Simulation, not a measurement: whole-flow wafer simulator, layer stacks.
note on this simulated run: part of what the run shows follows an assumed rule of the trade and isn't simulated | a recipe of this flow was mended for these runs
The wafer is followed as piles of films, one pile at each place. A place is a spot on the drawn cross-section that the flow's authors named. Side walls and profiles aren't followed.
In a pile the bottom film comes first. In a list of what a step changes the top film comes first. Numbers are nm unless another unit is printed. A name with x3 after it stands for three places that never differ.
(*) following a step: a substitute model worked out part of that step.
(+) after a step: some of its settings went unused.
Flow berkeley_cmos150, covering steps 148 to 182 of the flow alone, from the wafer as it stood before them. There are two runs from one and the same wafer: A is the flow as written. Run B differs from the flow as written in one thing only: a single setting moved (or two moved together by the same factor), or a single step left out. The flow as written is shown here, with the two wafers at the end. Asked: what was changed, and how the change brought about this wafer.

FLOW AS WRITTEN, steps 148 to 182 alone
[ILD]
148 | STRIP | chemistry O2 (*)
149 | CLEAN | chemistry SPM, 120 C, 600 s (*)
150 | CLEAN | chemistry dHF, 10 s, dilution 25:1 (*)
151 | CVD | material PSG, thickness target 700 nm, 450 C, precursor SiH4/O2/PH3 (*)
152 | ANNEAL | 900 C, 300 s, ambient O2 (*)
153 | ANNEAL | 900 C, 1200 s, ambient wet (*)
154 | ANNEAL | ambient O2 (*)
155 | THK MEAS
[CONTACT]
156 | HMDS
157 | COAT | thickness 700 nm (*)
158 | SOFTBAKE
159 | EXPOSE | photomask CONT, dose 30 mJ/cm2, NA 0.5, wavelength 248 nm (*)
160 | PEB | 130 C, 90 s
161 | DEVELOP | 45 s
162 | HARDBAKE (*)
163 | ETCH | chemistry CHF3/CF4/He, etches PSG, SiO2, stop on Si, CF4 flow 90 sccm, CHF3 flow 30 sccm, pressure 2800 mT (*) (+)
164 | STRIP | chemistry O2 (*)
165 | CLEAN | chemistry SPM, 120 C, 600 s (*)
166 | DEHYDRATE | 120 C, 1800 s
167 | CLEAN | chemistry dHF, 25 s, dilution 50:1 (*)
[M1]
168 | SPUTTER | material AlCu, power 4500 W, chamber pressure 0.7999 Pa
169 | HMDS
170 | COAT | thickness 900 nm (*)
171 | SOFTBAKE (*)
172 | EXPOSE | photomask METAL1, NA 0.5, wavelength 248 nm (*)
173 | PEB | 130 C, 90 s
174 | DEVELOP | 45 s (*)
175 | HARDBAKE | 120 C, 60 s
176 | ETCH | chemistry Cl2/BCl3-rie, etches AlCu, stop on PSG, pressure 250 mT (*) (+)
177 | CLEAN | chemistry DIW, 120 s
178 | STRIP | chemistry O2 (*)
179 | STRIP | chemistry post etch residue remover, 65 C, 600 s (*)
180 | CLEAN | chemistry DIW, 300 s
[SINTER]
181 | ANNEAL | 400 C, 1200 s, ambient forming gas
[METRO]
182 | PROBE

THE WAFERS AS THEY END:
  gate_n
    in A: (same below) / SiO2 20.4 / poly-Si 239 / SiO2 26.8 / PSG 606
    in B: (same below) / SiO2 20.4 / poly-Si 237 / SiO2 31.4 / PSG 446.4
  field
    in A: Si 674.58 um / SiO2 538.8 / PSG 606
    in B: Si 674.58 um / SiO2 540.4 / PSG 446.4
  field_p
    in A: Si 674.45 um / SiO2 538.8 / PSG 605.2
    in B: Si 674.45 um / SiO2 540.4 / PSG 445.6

The reason: step 151, CVD: thickness target 532 nm was run, though the flow has thickness target 700 nm.

How this came from the change, step by step:
  151 | CVD | material PSG, thickness target 700 nm, 450 C, precursor SiH4/O2/PH3 (*)
      field, field_p, sd_n, gate_n, gate_p, contact, m1: A PSG gains 700 (new film) | B PSG gains 532 (new film)
      sd_p: A PSG gains 639.5 (new film) | B PSG gains 489.7 (new film)
  153 | ANNEAL | 900 C, 1200 s, ambient wet (*)
      sd_n, contact, m1: A PSG loses 35, SiO2 gains 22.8, Si loses 10 | B PSG loses 26.6, SiO2 gains 26, Si loses 11.5
      field, field_p: A PSG loses 35, SiO2 gains 16.3, Si loses 7.15 | B PSG loses 26.6, SiO2 gains 17.9, Si loses 7.86
      (as well as at 3 more places)
  157 | COAT | thickness 700 nm (*)
      sd_p: A KrF-resist gains 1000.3 (new film) | B KrF-resist gains 972.7 (new film)
  163 | ETCH | chemistry CHF3/CF4/He, etches PSG, SiO2, stop on Si, CF4 flow 90 sccm, CHF3 flow 30 sccm, pressure 2800 mT (*) (+)
      field, field_p, sd_n, gate_n, sd_p, gate_p, m1: A KrF-resist loses 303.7 | B KrF-resist loses 247.8
      contact: A PSG loses 665 (all of it), SiO2 loses 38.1 (all of it), Si loses 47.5 | B PSG loses 505.4 (all of it), SiO2 loses 41.3 (all of it), Si loses 47.5
  164 | STRIP | chemistry O2 (*)
      field: A KrF-resist loses 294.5 (all of it) | B KrF-resist loses 348.8 (all of it)
      field_p: A KrF-resist loses 397.1 (all of it) | B KrF-resist loses 448.9 (all of it)
      (as well as at 5 more places)
  168 | SPUTTER | material AlCu, power 4500 W, chamber pressure 0.7999 Pa
      sd_p: A AlCu gains 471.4 (new film) | B AlCu gains 481.2 (new film)
      contact: A AlCu gains 443.6 (new film) | B AlCu gains 482.8 (new film)
  170 | COAT | thickness 900 nm (*)
      contact: A thick-KrF-resist gains 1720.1 (new film) | B thick-KrF-resist gains 1573 (new film)
  175 | HARDBAKE | 120 C, 60 s
      contact: A thick-KrF-resist loses 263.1 | B thick-KrF-resist loses 240.6
  176 | ETCH | chemistry Cl2/BCl3-rie, etches AlCu, stop on PSG, pressure 250 mT (*) (+)
      sd_p: A AlCu loses 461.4 (all of it), PSG loses 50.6 | B AlCu loses 471.2 (all of it), PSG loses 49.4
  178 | STRIP | chemistry O2 (*)
      contact: A thick-KrF-resist loses 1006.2 (all of it) | B thick-KrF-resist loses 882 (all of it)
      m1: A thick-KrF-resist loses 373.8 (all of it) | B thick-KrF-resist loses 388 (all of it)
